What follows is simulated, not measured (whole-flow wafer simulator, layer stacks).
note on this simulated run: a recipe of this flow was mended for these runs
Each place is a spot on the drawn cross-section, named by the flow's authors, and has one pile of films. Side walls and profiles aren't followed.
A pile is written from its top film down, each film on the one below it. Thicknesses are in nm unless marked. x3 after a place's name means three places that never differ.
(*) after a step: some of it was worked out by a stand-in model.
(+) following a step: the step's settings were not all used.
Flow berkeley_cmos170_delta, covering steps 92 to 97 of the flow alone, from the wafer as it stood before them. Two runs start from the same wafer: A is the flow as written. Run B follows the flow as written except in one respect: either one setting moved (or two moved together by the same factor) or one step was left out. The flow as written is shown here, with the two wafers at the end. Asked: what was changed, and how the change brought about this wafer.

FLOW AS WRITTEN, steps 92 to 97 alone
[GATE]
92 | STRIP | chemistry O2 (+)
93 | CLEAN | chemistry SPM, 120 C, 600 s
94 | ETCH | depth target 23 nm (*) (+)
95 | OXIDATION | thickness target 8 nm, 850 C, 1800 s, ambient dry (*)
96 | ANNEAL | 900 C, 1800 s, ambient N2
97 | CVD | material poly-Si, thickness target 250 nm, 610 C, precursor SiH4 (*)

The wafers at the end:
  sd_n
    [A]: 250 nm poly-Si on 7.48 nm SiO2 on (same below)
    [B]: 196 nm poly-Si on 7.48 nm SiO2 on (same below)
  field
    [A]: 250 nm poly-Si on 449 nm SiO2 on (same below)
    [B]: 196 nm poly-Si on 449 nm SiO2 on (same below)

The reason: step 97, CVD: thickness target 196 nm was run, though the flow has thickness target 250 nm.
One can read it off the wafer: sd_n has poly-Si 196, and step 97 as written asks for 250 nm.

How this came from the change, step by step:
  97 | CVD | material poly-Si, thickness target 250 nm, 610 C, precursor SiH4 (*)
      field, sd_n, spacer_n, gate, sd_p, spacer_p x2, contact, m1: A +250 poly-Si (new film) | B +196 poly-Si (new film)
